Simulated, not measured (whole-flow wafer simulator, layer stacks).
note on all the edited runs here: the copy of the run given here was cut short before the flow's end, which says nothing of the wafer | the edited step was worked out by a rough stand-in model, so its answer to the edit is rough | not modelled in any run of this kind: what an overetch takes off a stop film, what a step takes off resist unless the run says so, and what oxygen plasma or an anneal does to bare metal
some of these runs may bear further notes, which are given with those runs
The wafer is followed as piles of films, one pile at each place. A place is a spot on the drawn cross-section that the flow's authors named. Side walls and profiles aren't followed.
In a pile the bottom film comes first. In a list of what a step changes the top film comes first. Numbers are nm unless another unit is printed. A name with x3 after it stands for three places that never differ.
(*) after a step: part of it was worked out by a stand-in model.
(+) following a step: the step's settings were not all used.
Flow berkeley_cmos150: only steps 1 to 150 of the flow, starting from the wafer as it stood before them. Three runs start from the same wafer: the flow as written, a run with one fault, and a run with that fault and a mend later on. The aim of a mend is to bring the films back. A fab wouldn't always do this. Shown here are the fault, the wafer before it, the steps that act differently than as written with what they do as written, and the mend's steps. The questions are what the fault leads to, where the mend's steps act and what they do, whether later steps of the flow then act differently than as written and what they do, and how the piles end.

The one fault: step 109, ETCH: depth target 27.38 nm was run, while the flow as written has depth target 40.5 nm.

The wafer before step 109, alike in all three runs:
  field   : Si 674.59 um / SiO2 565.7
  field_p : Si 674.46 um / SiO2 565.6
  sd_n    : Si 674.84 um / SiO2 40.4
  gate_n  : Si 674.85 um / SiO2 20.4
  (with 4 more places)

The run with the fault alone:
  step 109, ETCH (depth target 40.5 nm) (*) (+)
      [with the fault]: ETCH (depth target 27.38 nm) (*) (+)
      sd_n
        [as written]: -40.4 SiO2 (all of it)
        [with the fault]: -27.4 SiO2
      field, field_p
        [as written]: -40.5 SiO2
        [with the fault]: -27.4 SiO2
  Steps further on in the flow that do not act as written (not shown: 15 more steps that differ only slightly, by at most 2% or 0.5 nm, whichever is larger):
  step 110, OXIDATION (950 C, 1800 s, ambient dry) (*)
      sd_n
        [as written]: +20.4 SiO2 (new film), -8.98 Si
        [with the fault]: +14.2 SiO2, -6.27 Si
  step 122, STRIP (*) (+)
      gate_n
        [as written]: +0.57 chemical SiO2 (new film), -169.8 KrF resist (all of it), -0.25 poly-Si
        [with the fault]: +0.57 chemical SiO2 (new film), -174.9 KrF resist (all of it), -0.25 poly-Si
  At field, field_p, sd_n, the piles at the end differ from the flow's by more than 2% or 0.5 nm, whichever is larger.
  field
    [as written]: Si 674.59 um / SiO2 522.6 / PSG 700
    [with the fault]: Si 674.59 um / SiO2 535.6 / PSG 700
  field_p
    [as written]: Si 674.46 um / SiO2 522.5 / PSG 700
    [with the fault]: Si 674.46 um / SiO2 535.6 / PSG 700
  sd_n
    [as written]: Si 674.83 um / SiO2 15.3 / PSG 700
    [with the fault]: Si 674.83 um / SiO2 22.2 / PSG 700

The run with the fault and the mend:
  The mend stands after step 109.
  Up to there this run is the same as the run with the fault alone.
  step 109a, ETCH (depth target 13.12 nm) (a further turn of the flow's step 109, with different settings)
      field, field_p
        -13.1 SiO2
      sd_n
        -13.1 SiO2 (all of it)
  None of the later steps of the flow differs from how it acts as written, at any place that is followed, by more than 2% or 0.5 nm, whichever is larger.
  At every place that both follow, the piles at the end match the flow's.
